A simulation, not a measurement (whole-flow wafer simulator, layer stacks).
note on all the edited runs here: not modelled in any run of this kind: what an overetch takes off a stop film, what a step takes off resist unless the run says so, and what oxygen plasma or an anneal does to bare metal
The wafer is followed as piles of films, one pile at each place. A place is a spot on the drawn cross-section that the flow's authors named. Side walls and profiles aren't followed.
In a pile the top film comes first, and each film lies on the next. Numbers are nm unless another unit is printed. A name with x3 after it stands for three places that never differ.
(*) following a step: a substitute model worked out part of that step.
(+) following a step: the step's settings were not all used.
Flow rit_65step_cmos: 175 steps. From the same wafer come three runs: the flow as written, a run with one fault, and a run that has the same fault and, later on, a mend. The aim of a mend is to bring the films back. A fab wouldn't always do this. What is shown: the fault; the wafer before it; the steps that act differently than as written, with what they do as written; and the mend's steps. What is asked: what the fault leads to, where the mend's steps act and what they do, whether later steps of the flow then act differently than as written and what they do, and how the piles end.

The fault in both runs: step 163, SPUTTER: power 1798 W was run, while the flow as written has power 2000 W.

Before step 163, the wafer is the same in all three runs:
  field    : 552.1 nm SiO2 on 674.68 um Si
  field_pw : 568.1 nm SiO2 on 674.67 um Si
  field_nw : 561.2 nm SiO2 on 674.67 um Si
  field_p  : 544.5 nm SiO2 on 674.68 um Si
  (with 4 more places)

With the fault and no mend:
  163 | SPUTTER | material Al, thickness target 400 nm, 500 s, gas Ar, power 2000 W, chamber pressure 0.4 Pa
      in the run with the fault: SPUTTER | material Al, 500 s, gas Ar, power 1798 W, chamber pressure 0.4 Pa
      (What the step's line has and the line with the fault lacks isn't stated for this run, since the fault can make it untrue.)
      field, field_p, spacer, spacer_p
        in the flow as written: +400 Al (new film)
        in the run with the fault: +359.6 Al (new film)
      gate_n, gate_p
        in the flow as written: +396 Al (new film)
        in the run with the fault: +359.6 Al (new film)
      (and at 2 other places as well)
  Steps later in the flow that act otherwise than as written (not shown: 3 more steps that differ only slightly, by at most 2% or 0.5 nm, whichever is larger):
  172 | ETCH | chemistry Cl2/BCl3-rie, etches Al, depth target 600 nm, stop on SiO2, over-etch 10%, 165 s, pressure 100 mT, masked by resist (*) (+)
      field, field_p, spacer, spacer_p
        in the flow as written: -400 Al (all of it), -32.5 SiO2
        in the run with the fault: -359.6 Al (all of it), -37.6 SiO2
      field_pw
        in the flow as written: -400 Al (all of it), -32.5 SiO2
        in the run with the fault: -357.7 Al (all of it), -37.8 SiO2
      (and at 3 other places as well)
  At the end the piles are close to the flow's at the places that both follow, differing by at most 2% or 0.5 nm, whichever is larger.

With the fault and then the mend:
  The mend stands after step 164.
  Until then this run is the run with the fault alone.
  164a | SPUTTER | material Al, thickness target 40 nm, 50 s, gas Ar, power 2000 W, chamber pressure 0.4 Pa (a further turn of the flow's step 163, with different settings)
      field, field_pw, field_nw, field_p, spacer, spacer_p
        +40 Al
      gate_n, gate_p
        +39.2 Al
  Every later step of the flow that is run acts as written, at every place that is followed, to within 2% or 0.5 nm, whichever is larger.
  At the end the piles are close to the flow's at the places that both follow, differing by at most 2% or 0.5 nm, whichever is larger.
